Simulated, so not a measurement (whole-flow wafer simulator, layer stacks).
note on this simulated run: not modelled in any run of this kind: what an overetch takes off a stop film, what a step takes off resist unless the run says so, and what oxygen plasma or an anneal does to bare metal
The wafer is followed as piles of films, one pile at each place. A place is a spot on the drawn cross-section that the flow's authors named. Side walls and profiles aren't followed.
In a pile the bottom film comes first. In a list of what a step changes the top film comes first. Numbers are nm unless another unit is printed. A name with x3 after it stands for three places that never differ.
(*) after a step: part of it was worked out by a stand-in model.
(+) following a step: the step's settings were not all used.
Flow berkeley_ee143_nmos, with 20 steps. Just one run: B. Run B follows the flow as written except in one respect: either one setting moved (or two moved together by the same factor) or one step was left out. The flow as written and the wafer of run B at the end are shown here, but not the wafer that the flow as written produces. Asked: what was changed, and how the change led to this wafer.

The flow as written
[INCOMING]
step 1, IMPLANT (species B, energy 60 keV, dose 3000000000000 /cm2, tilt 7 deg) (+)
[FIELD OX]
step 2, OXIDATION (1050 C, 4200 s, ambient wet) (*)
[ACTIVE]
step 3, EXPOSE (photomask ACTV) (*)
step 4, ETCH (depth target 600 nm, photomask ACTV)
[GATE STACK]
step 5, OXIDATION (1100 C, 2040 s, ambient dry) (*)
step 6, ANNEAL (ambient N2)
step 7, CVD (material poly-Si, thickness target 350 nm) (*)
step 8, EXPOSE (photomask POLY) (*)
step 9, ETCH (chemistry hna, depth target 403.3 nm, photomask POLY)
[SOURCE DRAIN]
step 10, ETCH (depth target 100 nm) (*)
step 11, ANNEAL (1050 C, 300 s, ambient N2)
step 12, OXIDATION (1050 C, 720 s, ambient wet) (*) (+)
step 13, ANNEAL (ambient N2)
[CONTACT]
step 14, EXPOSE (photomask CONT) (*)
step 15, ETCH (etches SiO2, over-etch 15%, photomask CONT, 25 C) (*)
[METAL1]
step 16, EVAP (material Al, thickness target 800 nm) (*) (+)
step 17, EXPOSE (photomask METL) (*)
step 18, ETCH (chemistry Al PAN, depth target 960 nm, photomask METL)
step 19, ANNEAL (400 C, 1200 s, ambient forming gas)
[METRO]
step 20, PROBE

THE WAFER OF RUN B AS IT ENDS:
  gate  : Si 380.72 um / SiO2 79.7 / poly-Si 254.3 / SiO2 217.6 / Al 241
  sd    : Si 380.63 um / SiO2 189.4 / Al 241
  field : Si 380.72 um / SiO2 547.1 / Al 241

The reason: step 18, ETCH: depth target 559 nm was run, whereas the flow has depth target 960 nm.

Step by step, how the change led to this:
  step 18, ETCH (chemistry Al PAN, depth target 960 nm, photomask METL)
      gate, sd, field: -559 Al (it would be, as written: -800 Al (all of it))
If metal films that touch count as one body, gate has 1 body; the flow as written gives 0 bodies.
If metal films that touch count as one body, sd has 1 body; the flow as written gives 0 bodies.
If metal films that touch count as one body, field has 1 body; the flow as written gives 0 bodies.
